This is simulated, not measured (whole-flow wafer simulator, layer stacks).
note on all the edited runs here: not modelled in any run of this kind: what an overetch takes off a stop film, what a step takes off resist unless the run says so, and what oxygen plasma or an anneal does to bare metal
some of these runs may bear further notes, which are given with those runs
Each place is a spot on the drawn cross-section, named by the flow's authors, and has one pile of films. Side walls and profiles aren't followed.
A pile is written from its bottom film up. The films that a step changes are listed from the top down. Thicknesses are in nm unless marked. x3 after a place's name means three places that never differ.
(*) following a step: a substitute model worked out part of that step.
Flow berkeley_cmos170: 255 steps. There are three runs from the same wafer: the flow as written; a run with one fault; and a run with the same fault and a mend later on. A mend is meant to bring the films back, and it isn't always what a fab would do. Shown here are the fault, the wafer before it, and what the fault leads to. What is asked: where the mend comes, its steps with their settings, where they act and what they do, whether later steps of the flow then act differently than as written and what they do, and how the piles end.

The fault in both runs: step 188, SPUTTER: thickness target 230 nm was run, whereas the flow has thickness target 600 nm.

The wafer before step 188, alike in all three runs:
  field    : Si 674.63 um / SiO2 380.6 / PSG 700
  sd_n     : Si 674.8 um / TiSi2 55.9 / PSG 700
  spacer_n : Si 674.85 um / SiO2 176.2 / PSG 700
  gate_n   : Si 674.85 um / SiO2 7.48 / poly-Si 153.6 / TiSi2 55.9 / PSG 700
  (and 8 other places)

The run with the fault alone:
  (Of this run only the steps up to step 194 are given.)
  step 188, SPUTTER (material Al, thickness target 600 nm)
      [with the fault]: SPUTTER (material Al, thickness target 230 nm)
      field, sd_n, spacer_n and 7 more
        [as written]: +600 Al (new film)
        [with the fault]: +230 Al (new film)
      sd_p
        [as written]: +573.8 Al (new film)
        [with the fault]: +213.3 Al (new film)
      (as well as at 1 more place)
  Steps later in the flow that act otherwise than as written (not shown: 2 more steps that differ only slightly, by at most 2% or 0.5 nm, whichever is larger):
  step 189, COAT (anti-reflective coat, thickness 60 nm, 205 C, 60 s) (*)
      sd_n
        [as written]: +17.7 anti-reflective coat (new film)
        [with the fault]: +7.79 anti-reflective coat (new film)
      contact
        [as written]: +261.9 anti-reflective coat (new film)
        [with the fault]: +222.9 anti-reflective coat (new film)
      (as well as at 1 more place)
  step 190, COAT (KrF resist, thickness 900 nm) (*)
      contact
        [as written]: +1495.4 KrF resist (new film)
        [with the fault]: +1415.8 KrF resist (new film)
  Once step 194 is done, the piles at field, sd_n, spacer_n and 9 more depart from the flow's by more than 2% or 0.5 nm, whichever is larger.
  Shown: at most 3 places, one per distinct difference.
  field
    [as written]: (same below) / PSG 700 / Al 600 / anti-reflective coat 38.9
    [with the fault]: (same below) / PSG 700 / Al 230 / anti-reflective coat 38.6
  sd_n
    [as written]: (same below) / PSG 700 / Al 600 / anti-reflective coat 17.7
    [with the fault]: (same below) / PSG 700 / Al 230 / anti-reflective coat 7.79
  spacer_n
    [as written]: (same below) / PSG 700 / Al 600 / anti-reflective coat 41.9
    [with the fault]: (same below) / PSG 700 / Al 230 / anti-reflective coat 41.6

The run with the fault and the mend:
  The mend stands after step 188.
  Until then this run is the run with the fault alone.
  step 188a, ETCH (chemistry al pan, depth target 264.1 nm)
      field, sd_n, spacer_n and 7 more
        -230 Al (all of it)
      sd_p
        -213.3 Al (all of it)
      contact
        -163.5 Al (all of it)
  step 188b, SPUTTER (material Al, thickness target 600 nm) (the flow's step 188, run once more)
      field, sd_n, spacer_n and 7 more
        +600 Al (new film)
      sd_p
        +573.8 Al (new film)
      contact
        +415.7 Al (new film)
  Later steps of the flow that are run all act as written at every place that is followed.
  At every place that both follow, the piles at the end match the flow's.
